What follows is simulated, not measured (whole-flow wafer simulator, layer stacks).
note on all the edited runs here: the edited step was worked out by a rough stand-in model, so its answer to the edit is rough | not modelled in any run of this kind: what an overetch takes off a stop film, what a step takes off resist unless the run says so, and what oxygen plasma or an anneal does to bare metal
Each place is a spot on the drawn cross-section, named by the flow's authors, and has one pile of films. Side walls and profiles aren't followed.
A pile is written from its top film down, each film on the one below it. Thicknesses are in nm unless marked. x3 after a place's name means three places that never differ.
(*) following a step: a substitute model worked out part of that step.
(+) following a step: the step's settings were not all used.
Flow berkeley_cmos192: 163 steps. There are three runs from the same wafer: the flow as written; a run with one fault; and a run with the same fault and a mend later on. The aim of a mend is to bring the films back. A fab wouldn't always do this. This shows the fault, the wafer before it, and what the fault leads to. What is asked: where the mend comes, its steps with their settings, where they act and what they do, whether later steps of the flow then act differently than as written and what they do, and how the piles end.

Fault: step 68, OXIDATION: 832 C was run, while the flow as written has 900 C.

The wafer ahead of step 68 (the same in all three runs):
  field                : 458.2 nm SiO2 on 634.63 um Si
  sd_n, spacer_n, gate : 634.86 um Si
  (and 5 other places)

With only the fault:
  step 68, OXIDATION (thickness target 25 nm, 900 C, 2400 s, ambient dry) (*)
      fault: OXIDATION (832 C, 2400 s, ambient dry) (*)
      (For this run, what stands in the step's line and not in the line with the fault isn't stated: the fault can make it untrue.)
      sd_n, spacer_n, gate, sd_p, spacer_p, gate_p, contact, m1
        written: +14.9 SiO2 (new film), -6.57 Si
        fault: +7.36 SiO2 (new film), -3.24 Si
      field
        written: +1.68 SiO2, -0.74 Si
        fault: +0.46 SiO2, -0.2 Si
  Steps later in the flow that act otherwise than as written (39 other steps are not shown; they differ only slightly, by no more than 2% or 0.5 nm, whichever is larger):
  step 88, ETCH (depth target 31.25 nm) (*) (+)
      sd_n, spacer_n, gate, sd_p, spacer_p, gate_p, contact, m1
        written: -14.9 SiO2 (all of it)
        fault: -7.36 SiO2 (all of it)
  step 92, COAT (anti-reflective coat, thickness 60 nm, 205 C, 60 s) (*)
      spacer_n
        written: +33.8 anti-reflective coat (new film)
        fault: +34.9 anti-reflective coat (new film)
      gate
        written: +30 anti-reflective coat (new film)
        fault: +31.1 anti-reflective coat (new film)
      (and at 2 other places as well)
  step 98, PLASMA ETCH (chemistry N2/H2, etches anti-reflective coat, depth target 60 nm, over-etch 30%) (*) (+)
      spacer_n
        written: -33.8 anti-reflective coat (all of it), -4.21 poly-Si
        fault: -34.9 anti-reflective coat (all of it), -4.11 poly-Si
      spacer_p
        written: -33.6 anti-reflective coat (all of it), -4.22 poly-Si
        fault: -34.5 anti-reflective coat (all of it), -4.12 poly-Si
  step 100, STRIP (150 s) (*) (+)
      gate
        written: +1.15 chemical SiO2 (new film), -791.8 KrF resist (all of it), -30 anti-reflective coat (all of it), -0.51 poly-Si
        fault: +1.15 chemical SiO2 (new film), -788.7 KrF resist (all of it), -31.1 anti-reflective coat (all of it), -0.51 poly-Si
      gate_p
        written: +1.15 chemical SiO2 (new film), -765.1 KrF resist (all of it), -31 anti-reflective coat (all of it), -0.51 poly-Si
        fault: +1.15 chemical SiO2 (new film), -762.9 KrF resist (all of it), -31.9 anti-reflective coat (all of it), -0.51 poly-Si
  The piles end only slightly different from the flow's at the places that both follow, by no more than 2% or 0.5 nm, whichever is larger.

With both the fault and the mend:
  The mend stands after step 75.
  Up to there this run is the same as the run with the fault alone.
  step 75a, STRIP (150 s) (*) (+)
      sd_p
        -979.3 KrF resist (all of it)
      spacer_p
        -960.5 KrF resist (all of it)
      gate_p
        -959.6 KrF resist (all of it)
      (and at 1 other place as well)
  step 75b, CLEAN (chemistry SPM)
      does not change any film at any place that is followed
  step 75c, OXIDATION (900 C, 1606 s, ambient dry) (*) (a further turn of the flow's step 68, with different settings)
      sd_n, spacer_n, gate, sd_p, spacer_p, gate_p, contact, m1
        +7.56 SiO2, -3.33 Si
      field
        +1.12 SiO2, -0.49 Si
  step 75d, HMDS (a further turn of the flow's step 70)
      does not change any film at any place that is followed
  step 75e, COAT (KrF resist, thickness 900 nm) (*) (a further turn of the flow's step 71)
      spacer_n, gate
        +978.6 KrF resist (new film)
      field
        +842.4 KrF resist (new film)
      sd_n
        +1013.2 KrF resist (new film)
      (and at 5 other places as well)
  step 75f, SOFTBAKE (KrF resist) (a further turn of the flow's step 72)
      does not change any film at any place that is followed
  step 75g, EXPOSE (photomask PWELL, dose 30 mJ/cm2, NA 0.5, wavelength 248 nm) (*) (a further turn of the flow's step 73)
      does not change any film at any place that is followed
  step 75h, PEB (KrF resist, 130 C, 60 s) (a further turn of the flow's step 74)
      sd_n, m1
        -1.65 KrF resist
      spacer_n, gate
        -1.58 KrF resist
      spacer_p, gate_p
        -1.57 KrF resist
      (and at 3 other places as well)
  step 75i, DEVELOP (KrF resist, thickness 900 nm, developer developer-D-0.26N, 45 s) (a further turn of the flow's step 75)
      sd_p, spacer_p, gate_p, m1
        -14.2 KrF resist
      spacer_n, gate
        -977 KrF resist (all of it)
      field
        -841.1 KrF resist (all of it)
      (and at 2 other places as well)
  Later steps of the flow that are run all act as written at every place that is followed, up to a difference of at most 2% or 0.5 nm, whichever is larger.
  The piles end only slightly different from the flow's at the places that both follow, by no more than 2% or 0.5 nm, whichever is larger.
